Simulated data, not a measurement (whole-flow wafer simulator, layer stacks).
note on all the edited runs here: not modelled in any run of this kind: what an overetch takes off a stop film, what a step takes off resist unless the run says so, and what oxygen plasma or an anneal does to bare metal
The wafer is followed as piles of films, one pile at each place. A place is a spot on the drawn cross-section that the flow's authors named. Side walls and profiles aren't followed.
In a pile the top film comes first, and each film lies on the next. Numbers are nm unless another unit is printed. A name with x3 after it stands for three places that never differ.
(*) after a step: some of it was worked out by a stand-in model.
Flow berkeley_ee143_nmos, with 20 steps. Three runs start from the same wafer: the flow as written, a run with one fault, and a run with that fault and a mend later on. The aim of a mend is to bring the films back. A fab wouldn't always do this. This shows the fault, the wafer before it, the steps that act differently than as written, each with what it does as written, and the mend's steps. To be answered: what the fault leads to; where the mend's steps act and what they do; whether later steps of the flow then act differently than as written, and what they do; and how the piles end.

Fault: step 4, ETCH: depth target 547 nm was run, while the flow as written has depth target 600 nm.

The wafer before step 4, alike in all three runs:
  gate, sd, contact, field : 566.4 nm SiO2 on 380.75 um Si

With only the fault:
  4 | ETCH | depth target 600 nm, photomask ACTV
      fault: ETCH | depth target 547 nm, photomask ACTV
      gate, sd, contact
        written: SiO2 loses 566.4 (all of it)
        fault: SiO2 loses 547
  Steps further on in the flow that do not act as written:
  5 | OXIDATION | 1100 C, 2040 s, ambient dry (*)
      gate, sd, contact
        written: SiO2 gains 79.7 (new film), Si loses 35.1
        fault: SiO2 gains 64.9, Si loses 28.5
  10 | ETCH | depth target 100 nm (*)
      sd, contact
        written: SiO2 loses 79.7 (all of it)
        fault: SiO2 loses 84.2 (all of it)
  At gate, the piles at the end differ from the flow's by more than 2% or 0.5 nm, whichever is larger.
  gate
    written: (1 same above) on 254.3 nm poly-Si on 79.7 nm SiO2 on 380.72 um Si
    fault: (1 same above) on 254.3 nm poly-Si on 84.2 nm SiO2 on 380.72 um Si

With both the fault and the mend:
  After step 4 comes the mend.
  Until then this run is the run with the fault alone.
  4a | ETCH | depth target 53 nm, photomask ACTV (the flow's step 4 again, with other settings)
      gate, sd, contact
        SiO2 loses 19.4 (all of it)
  Later steps of the flow that are run all act as written at every place that is followed.
  The piles end the same as the flow's at every place that both follow.
